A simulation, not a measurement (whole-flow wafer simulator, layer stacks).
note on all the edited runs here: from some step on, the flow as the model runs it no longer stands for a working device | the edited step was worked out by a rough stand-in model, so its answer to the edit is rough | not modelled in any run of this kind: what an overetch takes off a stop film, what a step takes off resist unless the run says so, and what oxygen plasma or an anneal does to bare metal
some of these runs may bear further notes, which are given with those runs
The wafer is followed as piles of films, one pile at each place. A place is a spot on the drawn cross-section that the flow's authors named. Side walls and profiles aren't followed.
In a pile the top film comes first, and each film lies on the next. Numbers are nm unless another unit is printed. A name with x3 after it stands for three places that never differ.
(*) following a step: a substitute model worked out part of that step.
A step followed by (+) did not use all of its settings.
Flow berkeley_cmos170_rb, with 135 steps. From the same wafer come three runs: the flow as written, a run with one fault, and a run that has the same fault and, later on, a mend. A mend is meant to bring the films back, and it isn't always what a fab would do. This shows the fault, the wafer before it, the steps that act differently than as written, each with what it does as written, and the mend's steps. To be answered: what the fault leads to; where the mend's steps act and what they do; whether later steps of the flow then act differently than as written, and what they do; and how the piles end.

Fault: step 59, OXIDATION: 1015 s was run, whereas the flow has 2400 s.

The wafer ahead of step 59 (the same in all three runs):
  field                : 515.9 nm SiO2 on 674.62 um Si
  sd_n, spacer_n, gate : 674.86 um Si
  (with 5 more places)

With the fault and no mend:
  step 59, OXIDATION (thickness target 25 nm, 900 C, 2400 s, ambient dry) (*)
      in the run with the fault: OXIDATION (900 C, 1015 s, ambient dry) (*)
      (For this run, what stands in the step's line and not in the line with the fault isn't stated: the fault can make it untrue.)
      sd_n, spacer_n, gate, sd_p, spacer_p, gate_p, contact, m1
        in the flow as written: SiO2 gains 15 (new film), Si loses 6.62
        in the run with the fault: SiO2 gains 8.78 (new film), Si loses 3.86
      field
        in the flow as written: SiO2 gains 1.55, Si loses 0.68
        in the run with the fault: SiO2 gains 0.65, Si loses 0.29
  Later steps of the flow acting differently than as written (31 other steps are not shown; they differ only slightly, by no more than 2% or 0.5 nm, whichever is larger):
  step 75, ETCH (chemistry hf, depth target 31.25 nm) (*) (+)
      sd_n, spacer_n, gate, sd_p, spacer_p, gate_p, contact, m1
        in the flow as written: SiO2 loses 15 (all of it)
        in the run with the fault: SiO2 loses 8.78 (all of it)
  At the end the piles are close to the flow's at the places that both follow, differing by at most 2% or 0.5 nm, whichever is larger.

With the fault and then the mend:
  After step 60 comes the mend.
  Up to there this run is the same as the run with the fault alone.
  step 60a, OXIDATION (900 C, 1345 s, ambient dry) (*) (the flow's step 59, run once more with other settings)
      sd_n, spacer_n, gate, sd_p, spacer_p, gate_p, contact, m1
        SiO2 gains 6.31, Si loses 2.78
      field
        SiO2 gains 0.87, Si loses 0.38
  Every later step of the flow that is run acts as written, at every place that is followed, to within 2% or 0.5 nm, whichever is larger.
  At the end the piles are close to the flow's at the places that both follow, differing by at most 2% or 0.5 nm, whichever is larger.
